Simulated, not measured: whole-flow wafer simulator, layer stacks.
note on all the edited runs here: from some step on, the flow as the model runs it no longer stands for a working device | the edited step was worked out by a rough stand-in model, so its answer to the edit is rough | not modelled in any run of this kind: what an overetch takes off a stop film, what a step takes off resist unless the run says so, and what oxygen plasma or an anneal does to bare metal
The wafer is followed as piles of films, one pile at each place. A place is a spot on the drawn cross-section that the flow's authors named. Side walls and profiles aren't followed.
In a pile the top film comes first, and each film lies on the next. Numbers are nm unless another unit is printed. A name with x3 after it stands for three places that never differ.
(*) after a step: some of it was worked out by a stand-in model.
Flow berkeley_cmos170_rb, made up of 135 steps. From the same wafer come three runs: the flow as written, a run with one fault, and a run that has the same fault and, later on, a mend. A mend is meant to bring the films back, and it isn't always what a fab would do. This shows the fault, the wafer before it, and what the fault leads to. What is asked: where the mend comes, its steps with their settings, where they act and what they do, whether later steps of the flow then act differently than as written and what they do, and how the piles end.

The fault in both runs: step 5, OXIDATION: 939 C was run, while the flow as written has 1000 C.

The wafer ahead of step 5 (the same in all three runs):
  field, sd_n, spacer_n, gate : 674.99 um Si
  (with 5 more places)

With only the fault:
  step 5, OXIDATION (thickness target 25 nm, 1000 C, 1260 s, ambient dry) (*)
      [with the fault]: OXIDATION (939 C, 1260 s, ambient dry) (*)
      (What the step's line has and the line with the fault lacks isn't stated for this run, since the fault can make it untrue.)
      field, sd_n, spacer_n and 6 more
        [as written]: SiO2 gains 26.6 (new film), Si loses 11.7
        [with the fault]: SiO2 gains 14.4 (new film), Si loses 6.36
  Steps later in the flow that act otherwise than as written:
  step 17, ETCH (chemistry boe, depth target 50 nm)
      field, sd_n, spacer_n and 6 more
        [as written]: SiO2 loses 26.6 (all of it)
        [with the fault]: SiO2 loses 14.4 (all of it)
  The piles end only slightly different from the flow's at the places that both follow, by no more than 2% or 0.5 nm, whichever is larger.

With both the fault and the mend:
  After step 6 comes the mend.
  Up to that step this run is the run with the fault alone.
  step 6a, OXIDATION (1000 C, 724 s, ambient dry) (*) (the flow's step 5 again, with other settings)
      field, sd_n, spacer_n and 6 more
        SiO2 gains 12.1, Si loses 5.33
  None of the later steps of the flow acts differently than as written at any place that is followed.
  The piles end the same as the flow's at every place that both follow.
